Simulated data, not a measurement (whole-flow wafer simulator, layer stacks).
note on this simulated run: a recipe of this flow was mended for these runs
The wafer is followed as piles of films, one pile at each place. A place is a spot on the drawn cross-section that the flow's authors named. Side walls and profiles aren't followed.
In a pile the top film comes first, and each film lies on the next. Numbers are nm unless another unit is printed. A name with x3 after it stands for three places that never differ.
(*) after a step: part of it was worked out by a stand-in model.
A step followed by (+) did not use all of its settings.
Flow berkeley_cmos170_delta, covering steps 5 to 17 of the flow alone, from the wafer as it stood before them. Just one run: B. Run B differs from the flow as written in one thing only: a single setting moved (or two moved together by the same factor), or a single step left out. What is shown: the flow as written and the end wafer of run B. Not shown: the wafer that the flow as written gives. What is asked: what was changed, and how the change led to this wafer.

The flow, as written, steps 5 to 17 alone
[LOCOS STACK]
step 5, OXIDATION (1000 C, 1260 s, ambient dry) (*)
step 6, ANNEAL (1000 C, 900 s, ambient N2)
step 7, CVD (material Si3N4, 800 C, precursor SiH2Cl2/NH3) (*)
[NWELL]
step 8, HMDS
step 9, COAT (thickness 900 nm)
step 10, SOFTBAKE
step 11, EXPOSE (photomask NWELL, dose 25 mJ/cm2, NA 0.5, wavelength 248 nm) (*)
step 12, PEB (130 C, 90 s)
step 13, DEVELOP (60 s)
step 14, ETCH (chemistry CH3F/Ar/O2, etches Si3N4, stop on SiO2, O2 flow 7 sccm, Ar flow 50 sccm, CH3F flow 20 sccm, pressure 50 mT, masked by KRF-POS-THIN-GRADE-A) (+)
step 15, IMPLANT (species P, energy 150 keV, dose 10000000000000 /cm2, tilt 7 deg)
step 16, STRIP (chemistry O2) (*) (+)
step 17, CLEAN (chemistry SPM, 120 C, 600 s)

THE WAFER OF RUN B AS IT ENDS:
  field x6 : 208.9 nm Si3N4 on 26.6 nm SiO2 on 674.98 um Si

What caused this: step 7, CVD: 792 C was run, while the flow as written has 800 C.

How this came from the change, step by step:
  step 7, CVD (material Si3N4, 800 C, precursor SiH2Cl2/NH3) (*)
      field x6, sd_p x3: +208.9 Si3N4 (new film) (in the flow as written it would be: +233.4 Si3N4 (new film))
  step 14, ETCH (chemistry CH3F/Ar/O2, etches Si3N4, stop on SiO2, O2 flow 7 sccm, Ar flow 50 sccm, CH3F flow 20 sccm, pressure 50 mT, masked by KRF-POS-THIN-GRADE-A) (+)
      field x6: -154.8 KrF-resist (in the flow as written it would be: -171.2 KrF-resist)
      sd_p x3: -208.9 Si3N4 (all of it), -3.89 SiO2 (in the flow as written it would be: -233.4 Si3N4 (all of it), -3.89 SiO2)
  step 16, STRIP (chemistry O2) (*) (+)
      field x6: -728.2 KrF-resist (all of it) (in the flow as written it would be: -711.9 KrF-resist (all of it))
